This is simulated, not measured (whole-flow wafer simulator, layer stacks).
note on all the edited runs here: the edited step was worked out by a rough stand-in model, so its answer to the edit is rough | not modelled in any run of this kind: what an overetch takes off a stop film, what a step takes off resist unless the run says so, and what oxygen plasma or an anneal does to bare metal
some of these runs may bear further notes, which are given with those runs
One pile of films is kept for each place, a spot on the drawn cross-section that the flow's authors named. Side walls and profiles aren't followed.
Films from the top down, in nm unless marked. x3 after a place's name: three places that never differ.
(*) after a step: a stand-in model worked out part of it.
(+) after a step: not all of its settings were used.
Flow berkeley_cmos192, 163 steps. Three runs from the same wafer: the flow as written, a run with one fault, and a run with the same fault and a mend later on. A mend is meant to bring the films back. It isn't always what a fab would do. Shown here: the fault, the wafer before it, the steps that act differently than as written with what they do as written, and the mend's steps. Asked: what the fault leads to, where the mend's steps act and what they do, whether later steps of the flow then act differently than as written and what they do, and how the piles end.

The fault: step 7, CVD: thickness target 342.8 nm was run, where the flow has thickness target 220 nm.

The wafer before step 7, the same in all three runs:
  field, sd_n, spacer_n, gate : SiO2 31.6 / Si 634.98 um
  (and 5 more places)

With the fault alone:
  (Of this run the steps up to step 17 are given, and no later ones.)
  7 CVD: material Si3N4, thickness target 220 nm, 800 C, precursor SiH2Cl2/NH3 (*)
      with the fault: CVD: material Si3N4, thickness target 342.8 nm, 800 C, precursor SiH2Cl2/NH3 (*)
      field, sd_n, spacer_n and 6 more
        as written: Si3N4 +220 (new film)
        with the fault: Si3N4 +342.8 (new film)
  Later steps of the flow that act differently than as written:
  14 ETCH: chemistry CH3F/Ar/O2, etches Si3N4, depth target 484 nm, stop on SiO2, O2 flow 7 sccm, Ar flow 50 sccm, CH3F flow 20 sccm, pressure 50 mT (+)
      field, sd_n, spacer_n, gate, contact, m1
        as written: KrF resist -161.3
        with the fault: KrF resist -243.2
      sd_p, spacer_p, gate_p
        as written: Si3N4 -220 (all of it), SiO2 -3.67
        with the fault: Si3N4 -342.8 (all of it), SiO2 -3.67
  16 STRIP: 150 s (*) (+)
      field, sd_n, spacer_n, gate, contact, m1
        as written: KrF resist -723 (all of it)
        with the fault: KrF resist -641.2 (all of it)
  After step 17 the piles differ from the flow's by more than 2% or 0.5 nm, whichever is larger, at field, sd_n, spacer_n, gate, contact, m1.
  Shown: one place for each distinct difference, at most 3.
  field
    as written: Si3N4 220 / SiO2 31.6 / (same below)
    with the fault: Si3N4 342.8 / SiO2 31.6 / (same below)

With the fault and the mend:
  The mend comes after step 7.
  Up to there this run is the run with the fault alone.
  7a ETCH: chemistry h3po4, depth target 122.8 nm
      field, sd_n, spacer_n and 6 more
        Si3N4 -122.8
  No later step of the flow acts differently than as written at any place that is followed.
  At the end the piles are the same as the flow's at every place that both follow.
